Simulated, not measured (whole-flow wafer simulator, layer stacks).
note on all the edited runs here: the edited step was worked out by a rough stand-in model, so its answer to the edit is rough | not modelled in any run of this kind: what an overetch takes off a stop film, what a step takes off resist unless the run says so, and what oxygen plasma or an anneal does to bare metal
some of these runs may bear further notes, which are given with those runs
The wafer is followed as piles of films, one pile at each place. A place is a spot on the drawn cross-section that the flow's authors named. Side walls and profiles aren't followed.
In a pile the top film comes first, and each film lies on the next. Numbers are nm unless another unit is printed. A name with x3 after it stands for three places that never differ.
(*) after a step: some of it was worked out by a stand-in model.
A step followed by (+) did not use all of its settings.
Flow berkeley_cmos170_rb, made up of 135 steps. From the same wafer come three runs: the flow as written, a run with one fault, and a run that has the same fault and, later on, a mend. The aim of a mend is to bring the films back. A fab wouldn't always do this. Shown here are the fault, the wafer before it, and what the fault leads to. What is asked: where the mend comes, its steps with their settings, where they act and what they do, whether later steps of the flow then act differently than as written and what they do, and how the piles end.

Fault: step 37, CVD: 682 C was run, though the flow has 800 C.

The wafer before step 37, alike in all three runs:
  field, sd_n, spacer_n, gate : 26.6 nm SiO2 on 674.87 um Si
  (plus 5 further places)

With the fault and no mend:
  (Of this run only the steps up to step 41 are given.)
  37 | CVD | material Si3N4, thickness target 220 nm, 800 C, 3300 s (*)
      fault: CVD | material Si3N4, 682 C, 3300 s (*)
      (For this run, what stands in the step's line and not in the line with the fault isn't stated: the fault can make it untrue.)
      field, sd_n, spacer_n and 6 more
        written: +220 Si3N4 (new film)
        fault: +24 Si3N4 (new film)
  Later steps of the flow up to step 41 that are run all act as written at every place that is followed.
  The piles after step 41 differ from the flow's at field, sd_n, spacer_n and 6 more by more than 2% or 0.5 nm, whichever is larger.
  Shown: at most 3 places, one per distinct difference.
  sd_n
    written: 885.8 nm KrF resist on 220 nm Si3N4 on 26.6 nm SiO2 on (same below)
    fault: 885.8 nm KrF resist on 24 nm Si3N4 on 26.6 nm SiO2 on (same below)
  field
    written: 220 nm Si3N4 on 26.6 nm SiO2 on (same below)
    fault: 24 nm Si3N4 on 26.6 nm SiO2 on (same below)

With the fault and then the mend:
  After step 41 comes the mend.
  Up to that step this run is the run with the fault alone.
  41a | STRIP (*) (+)
      sd_n, spacer_n, gate, sd_p, spacer_p, gate_p, contact, m1
        -885.8 KrF resist (all of it)
  41b | CLEAN (*)
      leaves every film unchanged at each place that is followed
  41c | CVD | material Si3N4, thickness target 196 nm, 800 C, 2940 s (*) (a further turn of the flow's step 37, with different settings)
      field, sd_n, spacer_n and 6 more
        +196 Si3N4
  41d | COAT | KrF resist, thickness 900 nm (a further turn of the flow's step 38)
      field, sd_n, spacer_n and 6 more
        +900 KrF resist (new film)
  41e | EXPOSE | photomask ACTIVE (a further turn of the flow's step 39)
      leaves every film unchanged at each place that is followed
  41f | PEB | 130 C, 60 s (*) (a further turn of the flow's step 40)
      leaves every film unchanged at each place that is followed
  41g | DEVELOP | developer developer-D-0.26N, 45 s (a further turn of the flow's step 41)
      sd_n, spacer_n, gate, sd_p, spacer_p, gate_p, contact, m1
        -14.2 KrF resist
      field
        -900 KrF resist (all of it)
  Later steps of the flow that are run all act as written at every place that is followed.
  The piles end the same as the flow's at every place that both follow.
